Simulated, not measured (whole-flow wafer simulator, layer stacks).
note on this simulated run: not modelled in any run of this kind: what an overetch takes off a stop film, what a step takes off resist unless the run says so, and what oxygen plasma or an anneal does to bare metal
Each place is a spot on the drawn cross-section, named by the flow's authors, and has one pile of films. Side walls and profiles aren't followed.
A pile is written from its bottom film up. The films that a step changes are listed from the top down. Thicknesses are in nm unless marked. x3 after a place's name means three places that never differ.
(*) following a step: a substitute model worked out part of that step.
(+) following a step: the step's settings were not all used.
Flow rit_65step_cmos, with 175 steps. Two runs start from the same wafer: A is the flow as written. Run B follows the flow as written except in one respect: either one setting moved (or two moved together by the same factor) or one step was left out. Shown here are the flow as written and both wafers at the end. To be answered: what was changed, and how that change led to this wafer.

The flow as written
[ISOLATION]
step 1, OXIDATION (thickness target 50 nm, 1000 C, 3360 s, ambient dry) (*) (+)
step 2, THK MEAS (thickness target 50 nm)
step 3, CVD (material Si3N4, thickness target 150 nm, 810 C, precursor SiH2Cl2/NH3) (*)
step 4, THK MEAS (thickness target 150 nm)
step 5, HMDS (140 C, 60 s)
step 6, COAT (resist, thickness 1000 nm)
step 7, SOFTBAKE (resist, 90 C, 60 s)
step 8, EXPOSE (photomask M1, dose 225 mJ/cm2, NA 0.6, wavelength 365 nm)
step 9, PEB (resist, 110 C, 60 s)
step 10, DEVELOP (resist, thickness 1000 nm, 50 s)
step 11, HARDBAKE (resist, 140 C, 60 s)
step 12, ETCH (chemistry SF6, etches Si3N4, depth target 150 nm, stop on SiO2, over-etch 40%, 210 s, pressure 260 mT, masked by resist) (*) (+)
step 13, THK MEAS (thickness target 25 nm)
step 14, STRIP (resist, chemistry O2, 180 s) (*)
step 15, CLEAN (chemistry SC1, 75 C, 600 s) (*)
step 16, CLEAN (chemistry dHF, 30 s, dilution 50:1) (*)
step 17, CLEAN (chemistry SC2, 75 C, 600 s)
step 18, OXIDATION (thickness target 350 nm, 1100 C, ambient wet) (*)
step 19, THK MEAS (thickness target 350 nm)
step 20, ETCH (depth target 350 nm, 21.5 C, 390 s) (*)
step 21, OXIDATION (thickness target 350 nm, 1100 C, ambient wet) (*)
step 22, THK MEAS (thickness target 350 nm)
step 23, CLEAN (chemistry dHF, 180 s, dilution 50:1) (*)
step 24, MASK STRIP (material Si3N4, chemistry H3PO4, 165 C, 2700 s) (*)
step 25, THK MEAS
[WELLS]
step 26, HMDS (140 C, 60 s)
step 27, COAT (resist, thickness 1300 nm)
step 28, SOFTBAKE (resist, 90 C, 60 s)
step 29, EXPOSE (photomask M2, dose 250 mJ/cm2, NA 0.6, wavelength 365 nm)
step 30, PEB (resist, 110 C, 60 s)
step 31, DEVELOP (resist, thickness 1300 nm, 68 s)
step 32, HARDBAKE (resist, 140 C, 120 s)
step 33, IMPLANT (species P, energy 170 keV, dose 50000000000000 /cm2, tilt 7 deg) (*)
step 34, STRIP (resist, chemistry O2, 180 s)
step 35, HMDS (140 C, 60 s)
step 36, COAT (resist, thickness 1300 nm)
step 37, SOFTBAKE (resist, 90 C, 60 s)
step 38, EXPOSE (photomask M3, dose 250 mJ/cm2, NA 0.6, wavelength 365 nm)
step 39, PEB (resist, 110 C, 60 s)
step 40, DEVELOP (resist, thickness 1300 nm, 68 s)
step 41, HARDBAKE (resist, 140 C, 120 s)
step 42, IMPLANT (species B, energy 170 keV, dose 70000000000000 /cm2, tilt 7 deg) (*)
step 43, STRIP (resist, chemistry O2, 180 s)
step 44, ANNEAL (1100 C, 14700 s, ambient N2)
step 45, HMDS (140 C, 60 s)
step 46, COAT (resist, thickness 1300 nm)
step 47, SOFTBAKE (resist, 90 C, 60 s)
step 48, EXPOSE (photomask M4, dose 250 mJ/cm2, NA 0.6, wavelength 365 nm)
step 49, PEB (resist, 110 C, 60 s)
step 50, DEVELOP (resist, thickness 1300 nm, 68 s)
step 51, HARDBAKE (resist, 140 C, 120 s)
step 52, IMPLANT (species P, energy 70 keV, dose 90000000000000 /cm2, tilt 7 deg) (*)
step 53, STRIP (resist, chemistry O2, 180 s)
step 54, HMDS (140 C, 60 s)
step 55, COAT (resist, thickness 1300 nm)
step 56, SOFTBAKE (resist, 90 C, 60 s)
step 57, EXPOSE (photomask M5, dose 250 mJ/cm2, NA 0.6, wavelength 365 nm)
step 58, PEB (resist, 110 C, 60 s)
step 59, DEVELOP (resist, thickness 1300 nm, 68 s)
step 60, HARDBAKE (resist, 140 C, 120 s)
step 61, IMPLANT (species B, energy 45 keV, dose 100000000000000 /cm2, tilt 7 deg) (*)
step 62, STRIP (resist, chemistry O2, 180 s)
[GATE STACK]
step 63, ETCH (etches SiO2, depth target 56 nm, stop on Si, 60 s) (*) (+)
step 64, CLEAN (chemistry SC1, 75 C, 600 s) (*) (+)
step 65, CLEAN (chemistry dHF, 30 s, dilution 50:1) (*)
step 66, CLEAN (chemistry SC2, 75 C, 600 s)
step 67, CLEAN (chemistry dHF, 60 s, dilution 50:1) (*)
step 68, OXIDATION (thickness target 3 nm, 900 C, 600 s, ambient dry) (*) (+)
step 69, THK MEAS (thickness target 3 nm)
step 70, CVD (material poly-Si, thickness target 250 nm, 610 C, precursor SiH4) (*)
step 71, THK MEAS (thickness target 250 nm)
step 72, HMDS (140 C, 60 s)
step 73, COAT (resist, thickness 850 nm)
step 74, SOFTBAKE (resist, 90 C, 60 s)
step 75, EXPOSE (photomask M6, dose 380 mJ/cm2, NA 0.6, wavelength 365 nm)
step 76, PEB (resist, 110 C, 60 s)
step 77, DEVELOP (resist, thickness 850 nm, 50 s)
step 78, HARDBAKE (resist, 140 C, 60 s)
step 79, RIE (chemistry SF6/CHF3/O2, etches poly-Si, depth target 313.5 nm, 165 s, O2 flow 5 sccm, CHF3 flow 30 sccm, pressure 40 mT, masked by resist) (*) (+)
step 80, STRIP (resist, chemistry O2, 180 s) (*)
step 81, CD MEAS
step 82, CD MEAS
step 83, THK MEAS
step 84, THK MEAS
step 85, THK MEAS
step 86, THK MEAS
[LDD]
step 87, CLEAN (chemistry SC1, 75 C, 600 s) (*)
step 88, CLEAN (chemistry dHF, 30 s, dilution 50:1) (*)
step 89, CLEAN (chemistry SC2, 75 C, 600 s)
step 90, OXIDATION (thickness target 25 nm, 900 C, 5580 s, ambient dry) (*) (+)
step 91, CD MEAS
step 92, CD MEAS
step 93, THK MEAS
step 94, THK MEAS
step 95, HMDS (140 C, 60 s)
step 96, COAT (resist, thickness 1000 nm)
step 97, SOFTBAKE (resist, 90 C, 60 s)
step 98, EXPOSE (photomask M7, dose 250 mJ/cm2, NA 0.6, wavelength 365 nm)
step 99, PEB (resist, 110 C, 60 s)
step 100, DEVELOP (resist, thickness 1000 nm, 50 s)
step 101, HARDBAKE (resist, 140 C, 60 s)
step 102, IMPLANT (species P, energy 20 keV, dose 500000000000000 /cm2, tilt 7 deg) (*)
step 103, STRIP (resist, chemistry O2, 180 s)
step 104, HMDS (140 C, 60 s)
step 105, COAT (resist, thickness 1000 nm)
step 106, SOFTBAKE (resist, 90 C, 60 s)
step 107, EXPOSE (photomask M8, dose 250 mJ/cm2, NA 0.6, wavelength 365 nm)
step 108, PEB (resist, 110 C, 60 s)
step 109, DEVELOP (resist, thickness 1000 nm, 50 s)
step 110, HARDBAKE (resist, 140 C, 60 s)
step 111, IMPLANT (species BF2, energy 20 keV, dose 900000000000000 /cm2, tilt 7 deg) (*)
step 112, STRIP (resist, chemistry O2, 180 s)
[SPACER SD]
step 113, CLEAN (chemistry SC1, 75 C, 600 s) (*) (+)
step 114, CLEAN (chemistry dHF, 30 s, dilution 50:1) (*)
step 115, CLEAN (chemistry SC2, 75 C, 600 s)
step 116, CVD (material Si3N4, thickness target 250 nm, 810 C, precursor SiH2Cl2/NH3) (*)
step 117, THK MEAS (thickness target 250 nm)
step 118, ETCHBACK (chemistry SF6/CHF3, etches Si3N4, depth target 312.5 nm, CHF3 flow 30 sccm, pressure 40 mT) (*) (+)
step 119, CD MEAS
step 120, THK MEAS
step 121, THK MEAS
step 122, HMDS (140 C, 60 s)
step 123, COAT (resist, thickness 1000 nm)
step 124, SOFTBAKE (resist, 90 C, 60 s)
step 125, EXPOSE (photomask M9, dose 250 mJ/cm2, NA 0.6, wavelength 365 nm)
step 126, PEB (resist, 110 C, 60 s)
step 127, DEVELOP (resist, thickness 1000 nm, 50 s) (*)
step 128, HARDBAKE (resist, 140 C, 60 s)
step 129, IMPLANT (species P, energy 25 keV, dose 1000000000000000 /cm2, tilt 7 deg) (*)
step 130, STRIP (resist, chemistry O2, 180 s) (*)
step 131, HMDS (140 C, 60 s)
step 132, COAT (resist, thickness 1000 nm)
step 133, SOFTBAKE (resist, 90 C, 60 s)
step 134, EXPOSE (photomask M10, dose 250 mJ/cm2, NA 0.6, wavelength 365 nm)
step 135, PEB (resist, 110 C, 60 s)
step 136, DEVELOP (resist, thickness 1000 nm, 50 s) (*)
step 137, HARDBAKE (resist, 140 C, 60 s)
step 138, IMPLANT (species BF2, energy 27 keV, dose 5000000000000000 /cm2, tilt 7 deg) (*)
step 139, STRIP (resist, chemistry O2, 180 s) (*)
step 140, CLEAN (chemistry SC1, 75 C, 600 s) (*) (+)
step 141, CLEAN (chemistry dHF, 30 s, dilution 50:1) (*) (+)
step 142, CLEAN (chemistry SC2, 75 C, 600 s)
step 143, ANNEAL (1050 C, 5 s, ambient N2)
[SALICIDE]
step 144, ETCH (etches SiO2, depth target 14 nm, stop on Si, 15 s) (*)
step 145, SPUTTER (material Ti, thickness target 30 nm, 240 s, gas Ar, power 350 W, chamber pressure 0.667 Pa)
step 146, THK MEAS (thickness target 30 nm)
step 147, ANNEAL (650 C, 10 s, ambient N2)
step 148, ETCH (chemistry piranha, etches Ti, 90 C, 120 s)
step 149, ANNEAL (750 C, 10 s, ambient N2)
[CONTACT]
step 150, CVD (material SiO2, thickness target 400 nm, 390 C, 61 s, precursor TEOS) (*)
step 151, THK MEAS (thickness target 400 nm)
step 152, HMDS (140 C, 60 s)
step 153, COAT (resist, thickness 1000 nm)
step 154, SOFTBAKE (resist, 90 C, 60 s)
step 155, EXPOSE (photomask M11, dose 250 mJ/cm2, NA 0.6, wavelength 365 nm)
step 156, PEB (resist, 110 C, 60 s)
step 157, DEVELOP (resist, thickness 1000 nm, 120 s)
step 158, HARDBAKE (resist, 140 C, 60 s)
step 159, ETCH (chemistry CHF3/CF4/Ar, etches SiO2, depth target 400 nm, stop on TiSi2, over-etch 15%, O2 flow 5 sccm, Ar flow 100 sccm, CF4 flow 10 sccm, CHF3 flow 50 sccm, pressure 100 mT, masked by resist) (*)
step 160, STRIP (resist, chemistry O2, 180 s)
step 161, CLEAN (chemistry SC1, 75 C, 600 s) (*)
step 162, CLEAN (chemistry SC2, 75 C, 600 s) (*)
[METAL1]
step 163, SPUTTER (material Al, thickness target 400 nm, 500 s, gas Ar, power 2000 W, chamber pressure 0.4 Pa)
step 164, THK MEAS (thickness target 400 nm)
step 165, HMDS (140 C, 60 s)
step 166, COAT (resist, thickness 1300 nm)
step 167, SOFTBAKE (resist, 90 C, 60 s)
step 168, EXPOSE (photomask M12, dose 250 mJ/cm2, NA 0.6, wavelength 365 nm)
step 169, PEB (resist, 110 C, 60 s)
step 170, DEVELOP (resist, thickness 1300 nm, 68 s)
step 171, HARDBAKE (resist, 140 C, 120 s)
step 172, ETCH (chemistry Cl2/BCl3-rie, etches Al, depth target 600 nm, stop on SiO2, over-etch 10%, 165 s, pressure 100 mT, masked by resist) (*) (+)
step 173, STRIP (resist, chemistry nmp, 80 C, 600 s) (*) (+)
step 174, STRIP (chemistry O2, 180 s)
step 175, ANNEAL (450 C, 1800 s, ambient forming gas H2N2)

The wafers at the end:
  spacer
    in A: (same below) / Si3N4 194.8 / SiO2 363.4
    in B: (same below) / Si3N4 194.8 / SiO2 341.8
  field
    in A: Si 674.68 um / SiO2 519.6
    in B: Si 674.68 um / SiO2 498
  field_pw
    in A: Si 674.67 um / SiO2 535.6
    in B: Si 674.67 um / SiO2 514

What caused this: step 163, SPUTTER: thickness target 227 nm was run, though the flow has thickness target 400 nm; step 163, SPUTTER: 284 s was run, where the flow has 500 s.

How this came from the change, step by step:
  step 163, SPUTTER (material Al, thickness target 400 nm, 500 s, gas Ar, power 2000 W, chamber pressure 0.4 Pa)
      field, field_p, spacer, spacer_p: A +400 Al (new film) | B +227 Al (new film)
      gate_n, gate_p: A +396 Al (new film) | B +227 Al (new film)
      (also at 2 further places)
  step 172, ETCH (chemistry Cl2/BCl3-rie, etches Al, depth target 600 nm, stop on SiO2, over-etch 10%, 165 s, pressure 100 mT, masked by resist) (*) (+)
      field, field_p, spacer, spacer_p: A -400 Al (all of it), -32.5 SiO2 | B -227 Al (all of it), -54.1 SiO2
      gate_n, gate_p: A -396 Al (all of it), -33 SiO2 | B -227 Al (all of it), -54.1 SiO2
      (also at 2 further places)
